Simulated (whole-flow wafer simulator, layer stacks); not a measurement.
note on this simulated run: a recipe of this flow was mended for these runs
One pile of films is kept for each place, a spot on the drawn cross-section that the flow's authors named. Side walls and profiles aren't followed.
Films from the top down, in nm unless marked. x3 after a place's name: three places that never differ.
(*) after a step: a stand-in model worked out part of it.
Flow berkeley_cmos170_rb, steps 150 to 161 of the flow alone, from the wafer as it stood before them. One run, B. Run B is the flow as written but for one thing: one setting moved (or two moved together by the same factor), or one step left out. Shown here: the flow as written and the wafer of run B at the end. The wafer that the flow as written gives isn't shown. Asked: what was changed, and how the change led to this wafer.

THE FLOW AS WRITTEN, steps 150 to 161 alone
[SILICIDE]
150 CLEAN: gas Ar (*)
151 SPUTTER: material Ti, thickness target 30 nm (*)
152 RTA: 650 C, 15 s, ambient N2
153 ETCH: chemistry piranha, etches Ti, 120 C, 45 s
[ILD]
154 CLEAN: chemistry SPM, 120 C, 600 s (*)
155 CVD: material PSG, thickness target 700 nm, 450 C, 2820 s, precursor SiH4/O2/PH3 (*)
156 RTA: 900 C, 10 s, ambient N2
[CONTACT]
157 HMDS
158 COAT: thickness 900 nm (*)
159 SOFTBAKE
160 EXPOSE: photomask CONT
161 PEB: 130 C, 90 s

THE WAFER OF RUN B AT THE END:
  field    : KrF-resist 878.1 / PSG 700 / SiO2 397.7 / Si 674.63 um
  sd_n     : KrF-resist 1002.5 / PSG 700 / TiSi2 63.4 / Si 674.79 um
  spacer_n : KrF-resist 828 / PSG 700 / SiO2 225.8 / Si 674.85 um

The cause: step 151, SPUTTER: thickness target 34 nm was run, where the flow has thickness target 30 nm.

How the change led to this, step by step:
  151 SPUTTER: material Ti, thickness target 30 nm (*)
      field, sd_n, spacer_n, gate, spacer_p, gate_p, contact, m1: Ti +34 (new film) (as written it would be: Ti +30 (new film))
      sd_p: Ti +31.6 (new film) (as written it would be: Ti +27.9 (new film))
  152 RTA: 650 C, 15 s, ambient N2
      sd_n, contact, m1: Ti -26.5, TiSi first +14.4 (new film), TiSi2 C49 +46 (new film), Si -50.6 (as written it would be: Ti -23.4, TiSi first +6.2 (new film), TiSi2 C49 +50.3 (new film), Si -49)
      gate, gate_p: Ti -26.5, TiSi first +14.4 (new film), TiSi2 C49 +46 (new film), poly-Si -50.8 (as written it would be: Ti -23.4, TiSi first +6.2 (new film), TiSi2 C49 +50.3 (new film), poly-Si -49.2)
      (and at 1 more place)
  153 ETCH: chemistry piranha, etches Ti, 120 C, 45 s
      sd_n, gate, gate_p, contact, m1: Ti -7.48 (all of it), TiSi first -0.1 (as written it would be: Ti -6.6 (all of it), TiSi first -0.1)
      field, spacer_n, spacer_p: Ti -34 (all of it) (as written it would be: Ti -30 (all of it))
      (and at 1 more place)
  156 RTA: 900 C, 10 s, ambient N2
      sd_n, contact, m1: under 1 film: TiSi2 +63.4 (new film), TiSi first -14.3 (all of it), TiSi2 C49 -46 (all of it), Si -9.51 (as written it would be: under 1 film: TiSi2 +55.9 (new film), TiSi first -6.09 (all of it), TiSi2 C49 -50.3 (all of it), Si -4.05)
      gate, gate_p: under 1 film: TiSi2 +63.4 (new film), TiSi first -14.3 (all of it), TiSi2 C49 -46 (all of it), poly-Si -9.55 (as written it would be: under 1 film: TiSi2 +55.9 (new film), TiSi first -6.09 (all of it), TiSi2 C49 -50.3 (all of it), poly-Si -4.06)
      (and at 1 more place)
